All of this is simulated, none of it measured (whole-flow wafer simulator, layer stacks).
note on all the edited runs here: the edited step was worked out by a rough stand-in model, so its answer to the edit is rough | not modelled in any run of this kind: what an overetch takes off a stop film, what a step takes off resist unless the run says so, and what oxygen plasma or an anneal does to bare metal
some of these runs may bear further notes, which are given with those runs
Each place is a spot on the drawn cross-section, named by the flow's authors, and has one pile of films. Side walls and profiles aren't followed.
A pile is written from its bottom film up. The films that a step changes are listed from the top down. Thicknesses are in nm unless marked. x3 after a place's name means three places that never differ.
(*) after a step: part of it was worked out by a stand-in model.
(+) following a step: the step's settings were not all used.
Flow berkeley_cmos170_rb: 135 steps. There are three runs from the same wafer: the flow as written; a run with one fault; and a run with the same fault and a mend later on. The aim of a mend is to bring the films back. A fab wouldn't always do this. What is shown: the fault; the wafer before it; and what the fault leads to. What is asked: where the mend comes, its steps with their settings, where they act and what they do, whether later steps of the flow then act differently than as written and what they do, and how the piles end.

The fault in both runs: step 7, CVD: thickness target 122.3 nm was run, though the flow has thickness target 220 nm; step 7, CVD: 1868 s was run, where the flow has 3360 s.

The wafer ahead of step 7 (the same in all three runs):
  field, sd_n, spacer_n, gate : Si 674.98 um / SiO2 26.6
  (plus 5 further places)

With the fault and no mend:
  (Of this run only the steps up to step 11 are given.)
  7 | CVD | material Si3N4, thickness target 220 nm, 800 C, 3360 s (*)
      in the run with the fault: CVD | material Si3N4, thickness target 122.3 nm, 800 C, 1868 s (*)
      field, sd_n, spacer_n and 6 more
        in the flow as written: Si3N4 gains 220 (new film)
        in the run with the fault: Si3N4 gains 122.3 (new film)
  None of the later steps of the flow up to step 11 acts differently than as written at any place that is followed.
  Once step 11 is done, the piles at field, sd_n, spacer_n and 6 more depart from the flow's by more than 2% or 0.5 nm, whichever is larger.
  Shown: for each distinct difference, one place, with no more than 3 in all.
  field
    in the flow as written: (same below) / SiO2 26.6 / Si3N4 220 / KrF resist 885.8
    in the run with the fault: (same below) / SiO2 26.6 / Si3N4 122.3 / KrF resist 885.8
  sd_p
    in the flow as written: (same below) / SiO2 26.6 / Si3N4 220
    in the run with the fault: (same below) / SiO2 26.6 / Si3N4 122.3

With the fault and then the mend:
  After step 11 comes the mend.
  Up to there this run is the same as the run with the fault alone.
  11a | STRIP (*) (+)
      field, sd_n, spacer_n, gate, contact, m1
        KrF resist loses 885.8 (all of it)
  11b | CLEAN (*) (the flow's step 1, run once more)
      leaves every film unchanged at each place that is followed
  11c | CVD | material Si3N4, thickness target 97.68 nm, 800 C, 1492 s (*) (the flow's step 7, run once more with other settings)
      field, sd_n, spacer_n and 6 more
        Si3N4 gains 97.7
  11d | COAT | KrF resist, thickness 900 nm (the flow's step 8, run once more)
      field, sd_n, spacer_n and 6 more
        KrF resist gains 900 (new film)
  11e | EXPOSE | photomask NWELL (the flow's step 9, run once more)
      leaves every film unchanged at each place that is followed
  11f | PEB | 130 C, 60 s (*) (the flow's step 10, run once more)
      leaves every film unchanged at each place that is followed
  11g | DEVELOP | developer developer-D-0.26N, 45 s (the flow's step 11, run once more)
      field, sd_n, spacer_n, gate, contact, m1
        KrF resist loses 14.2
      sd_p, spacer_p, gate_p
        KrF resist loses 900 (all of it)
  None of the later steps of the flow acts differently than as written at any place that is followed.
  At every place that both follow, the piles at the end match the flow's.
